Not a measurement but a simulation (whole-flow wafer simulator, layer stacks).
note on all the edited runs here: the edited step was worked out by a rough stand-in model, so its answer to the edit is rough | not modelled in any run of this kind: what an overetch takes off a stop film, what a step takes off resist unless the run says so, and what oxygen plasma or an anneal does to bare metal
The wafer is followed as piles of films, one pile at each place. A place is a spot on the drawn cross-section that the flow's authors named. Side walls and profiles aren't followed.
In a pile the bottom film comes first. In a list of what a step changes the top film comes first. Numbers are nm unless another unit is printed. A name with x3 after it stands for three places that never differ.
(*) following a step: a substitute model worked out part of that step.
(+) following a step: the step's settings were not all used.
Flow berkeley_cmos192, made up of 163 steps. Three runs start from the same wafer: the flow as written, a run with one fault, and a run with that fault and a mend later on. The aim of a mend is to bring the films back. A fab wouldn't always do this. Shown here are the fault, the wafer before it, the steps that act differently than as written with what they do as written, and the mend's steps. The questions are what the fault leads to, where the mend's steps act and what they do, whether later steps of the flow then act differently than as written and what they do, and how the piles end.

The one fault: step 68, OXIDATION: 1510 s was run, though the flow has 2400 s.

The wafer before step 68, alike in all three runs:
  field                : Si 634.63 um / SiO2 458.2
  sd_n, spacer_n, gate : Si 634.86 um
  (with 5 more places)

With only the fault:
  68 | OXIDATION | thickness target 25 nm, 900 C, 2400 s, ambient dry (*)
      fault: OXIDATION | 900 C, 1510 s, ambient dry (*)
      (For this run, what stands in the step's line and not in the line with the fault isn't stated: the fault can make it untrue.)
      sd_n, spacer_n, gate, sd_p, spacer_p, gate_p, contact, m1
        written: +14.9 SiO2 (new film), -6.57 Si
        fault: +11.2 SiO2 (new film), -4.91 Si
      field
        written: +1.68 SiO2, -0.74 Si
        fault: +1.06 SiO2, -0.46 Si
  Steps further on in the flow that do not act as written (39 other steps are not shown; they differ only slightly, by no more than 2% or 0.5 nm, whichever is larger):
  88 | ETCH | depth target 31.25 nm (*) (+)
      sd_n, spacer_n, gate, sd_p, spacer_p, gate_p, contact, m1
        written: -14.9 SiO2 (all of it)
        fault: -11.2 SiO2 (all of it)
  At the end the piles are close to the flow's at the places that both follow, differing by at most 2% or 0.5 nm, whichever is larger.

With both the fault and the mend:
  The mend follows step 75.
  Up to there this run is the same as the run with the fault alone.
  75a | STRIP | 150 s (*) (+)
      sd_p
        -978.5 KrF resist (all of it)
      spacer_p
        -959.9 KrF resist (all of it)
      gate_p
        -959 KrF resist (all of it)
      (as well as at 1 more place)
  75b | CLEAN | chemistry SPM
      leaves every film unchanged at each place that is followed
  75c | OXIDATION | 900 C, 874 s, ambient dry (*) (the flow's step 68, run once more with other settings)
      sd_n, spacer_n, gate, sd_p, spacer_p, gate_p, contact, m1
        +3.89 SiO2, -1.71 Si
      field
        +0.61 SiO2, -0.27 Si
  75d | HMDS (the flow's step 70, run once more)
      leaves every film unchanged at each place that is followed
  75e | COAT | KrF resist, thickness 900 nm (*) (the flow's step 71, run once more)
      field
        +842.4 KrF resist (new film)
      sd_n
        +1013.2 KrF resist (new film)
      spacer_n
        +978.6 KrF resist (new film)
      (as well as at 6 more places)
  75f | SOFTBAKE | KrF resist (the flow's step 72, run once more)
      leaves every film unchanged at each place that is followed
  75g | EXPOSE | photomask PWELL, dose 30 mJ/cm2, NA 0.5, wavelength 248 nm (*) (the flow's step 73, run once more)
      leaves every film unchanged at each place that is followed
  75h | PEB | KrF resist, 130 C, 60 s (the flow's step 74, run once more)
      sd_n, m1
        -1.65 KrF resist
      spacer_n, gate
        -1.58 KrF resist
      spacer_p, gate_p
        -1.57 KrF resist
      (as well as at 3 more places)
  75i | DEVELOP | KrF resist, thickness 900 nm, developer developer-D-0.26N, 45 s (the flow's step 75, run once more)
      sd_p, spacer_p, gate_p, m1
        -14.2 KrF resist
      spacer_n, gate
        -977 KrF resist (all of it)
      field
        -841.1 KrF resist (all of it)
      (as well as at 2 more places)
  Every later step of the flow that is run acts as written, at every place that is followed, to within 2% or 0.5 nm, whichever is larger.
  The piles end the same as the flow's at every place that both follow.
